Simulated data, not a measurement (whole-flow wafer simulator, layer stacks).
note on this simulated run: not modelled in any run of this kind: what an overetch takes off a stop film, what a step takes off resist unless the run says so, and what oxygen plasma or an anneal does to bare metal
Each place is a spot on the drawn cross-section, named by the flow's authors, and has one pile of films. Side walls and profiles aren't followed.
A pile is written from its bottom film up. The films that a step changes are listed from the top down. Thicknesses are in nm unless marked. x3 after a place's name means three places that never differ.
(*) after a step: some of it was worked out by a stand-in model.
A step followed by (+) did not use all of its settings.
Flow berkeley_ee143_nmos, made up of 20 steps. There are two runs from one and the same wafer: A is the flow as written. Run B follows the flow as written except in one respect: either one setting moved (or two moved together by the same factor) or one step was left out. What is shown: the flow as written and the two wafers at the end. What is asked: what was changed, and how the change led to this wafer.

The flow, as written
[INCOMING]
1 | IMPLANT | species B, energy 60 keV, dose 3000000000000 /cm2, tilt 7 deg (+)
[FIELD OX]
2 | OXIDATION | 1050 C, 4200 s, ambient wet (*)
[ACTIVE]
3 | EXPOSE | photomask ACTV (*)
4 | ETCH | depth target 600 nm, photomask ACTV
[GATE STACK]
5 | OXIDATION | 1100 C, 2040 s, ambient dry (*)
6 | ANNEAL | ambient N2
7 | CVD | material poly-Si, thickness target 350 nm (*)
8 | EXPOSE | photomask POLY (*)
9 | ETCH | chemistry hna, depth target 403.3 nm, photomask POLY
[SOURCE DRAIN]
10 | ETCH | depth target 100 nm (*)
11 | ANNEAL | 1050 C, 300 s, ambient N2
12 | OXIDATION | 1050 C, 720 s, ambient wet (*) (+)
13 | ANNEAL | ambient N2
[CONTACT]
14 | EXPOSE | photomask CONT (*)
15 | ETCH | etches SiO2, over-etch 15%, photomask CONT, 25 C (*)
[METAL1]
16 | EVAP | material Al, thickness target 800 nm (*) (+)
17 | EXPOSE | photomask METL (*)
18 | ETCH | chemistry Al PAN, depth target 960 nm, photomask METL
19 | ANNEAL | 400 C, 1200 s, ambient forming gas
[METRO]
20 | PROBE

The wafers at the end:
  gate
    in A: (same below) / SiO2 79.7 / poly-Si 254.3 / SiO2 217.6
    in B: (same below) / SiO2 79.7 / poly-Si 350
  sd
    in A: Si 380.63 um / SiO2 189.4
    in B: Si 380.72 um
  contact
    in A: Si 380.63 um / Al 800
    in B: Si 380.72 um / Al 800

Cause: step 12, OXIDATION: 1050 C, 720 s, ambient wet (*) (+), was skipped.

Step by step, how the change led to this:
  15 | ETCH | etches SiO2, over-etch 15%, photomask CONT, 25 C (*)
      contact: A -189.4 SiO2 (all of it) | B nothing
